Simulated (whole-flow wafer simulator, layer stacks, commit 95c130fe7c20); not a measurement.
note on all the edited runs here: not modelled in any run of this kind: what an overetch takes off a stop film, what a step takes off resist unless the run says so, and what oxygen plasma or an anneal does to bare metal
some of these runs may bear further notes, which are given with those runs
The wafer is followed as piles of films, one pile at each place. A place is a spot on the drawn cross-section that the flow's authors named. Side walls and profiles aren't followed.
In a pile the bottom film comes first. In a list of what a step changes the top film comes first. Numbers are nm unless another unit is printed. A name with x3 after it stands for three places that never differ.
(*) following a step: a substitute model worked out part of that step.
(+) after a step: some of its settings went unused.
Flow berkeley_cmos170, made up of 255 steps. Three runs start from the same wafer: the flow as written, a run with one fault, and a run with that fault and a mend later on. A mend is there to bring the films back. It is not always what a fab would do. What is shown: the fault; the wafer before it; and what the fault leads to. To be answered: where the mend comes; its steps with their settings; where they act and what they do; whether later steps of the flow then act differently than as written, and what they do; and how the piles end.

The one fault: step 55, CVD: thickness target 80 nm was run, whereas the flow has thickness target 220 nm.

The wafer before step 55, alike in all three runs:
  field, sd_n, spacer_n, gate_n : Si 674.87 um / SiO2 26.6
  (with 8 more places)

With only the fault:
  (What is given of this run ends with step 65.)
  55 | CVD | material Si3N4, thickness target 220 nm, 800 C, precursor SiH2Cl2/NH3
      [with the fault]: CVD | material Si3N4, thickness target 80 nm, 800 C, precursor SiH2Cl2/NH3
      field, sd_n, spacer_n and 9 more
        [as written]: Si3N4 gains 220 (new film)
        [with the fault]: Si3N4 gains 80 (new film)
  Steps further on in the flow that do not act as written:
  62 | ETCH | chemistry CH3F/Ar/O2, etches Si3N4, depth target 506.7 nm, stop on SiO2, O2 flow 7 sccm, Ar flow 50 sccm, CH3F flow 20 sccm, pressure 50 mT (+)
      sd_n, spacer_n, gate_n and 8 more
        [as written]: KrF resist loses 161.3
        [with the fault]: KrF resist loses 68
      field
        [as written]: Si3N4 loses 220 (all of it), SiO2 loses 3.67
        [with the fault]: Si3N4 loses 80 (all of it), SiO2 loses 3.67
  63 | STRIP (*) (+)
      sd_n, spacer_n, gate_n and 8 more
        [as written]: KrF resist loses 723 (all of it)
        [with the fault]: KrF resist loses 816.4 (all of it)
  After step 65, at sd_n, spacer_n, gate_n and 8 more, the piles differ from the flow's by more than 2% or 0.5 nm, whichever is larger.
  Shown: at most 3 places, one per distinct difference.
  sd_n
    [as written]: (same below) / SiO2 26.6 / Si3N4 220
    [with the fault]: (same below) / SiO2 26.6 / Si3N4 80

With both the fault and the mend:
  After step 55 comes the mend.
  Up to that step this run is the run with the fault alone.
  55a | ETCH | chemistry h3po4, depth target 92 nm
      field, sd_n, spacer_n and 9 more
        Si3N4 loses 80 (all of it)
  55b | CLEAN | chemistry SPM
      leaves every film unchanged at each place that is followed
  55c | CVD | material Si3N4, thickness target 220 nm, 800 C, precursor SiH2Cl2/NH3 (the flow's step 55 again)
      field, sd_n, spacer_n and 9 more
        Si3N4 gains 220 (new film)
  None of the later steps of the flow acts differently than as written at any place that is followed.
  By the end, the piles equal the flow's at every place that both follow.
